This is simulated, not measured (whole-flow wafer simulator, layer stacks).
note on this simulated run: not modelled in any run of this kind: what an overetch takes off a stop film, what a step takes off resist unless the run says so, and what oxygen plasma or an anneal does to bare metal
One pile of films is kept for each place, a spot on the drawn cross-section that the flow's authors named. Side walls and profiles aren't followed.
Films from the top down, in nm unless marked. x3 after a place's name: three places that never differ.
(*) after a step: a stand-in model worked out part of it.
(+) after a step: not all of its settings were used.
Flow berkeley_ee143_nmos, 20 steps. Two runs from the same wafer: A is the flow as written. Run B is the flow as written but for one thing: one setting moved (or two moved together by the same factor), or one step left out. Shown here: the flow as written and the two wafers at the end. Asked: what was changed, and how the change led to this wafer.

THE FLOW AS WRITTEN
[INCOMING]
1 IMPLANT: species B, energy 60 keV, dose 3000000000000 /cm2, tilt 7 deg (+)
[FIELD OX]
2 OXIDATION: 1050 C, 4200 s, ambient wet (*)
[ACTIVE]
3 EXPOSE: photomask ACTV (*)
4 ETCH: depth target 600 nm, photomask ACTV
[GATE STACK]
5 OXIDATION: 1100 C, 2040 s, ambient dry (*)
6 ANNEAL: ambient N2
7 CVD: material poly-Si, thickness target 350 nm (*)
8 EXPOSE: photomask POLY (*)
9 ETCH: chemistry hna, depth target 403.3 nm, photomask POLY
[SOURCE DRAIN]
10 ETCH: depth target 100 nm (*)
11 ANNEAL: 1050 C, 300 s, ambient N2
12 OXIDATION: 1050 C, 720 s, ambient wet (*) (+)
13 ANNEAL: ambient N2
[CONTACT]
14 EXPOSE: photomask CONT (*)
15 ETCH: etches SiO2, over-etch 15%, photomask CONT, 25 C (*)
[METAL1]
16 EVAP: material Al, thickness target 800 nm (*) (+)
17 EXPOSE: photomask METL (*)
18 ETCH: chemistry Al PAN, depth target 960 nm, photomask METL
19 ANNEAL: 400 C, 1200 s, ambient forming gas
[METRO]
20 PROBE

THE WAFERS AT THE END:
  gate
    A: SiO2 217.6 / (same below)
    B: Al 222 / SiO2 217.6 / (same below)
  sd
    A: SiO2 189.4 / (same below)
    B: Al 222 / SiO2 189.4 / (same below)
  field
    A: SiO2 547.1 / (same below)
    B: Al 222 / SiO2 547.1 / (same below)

The cause: step 18, ETCH: depth target 578 nm was run, where the flow has depth target 960 nm.

How the change led to this, step by step:
  18 ETCH: chemistry Al PAN, depth target 960 nm, photomask METL
      gate, sd, field: A Al -800 (all of it) | B Al -578
Counting metal films that touch as one body, gate has 1 body; the flow as written gives 0 bodies.
Counting metal films that touch as one body, sd has 1 body; the flow as written gives 0 bodies.
Counting metal films that touch as one body, field has 1 body; the flow as written gives 0 bodies.
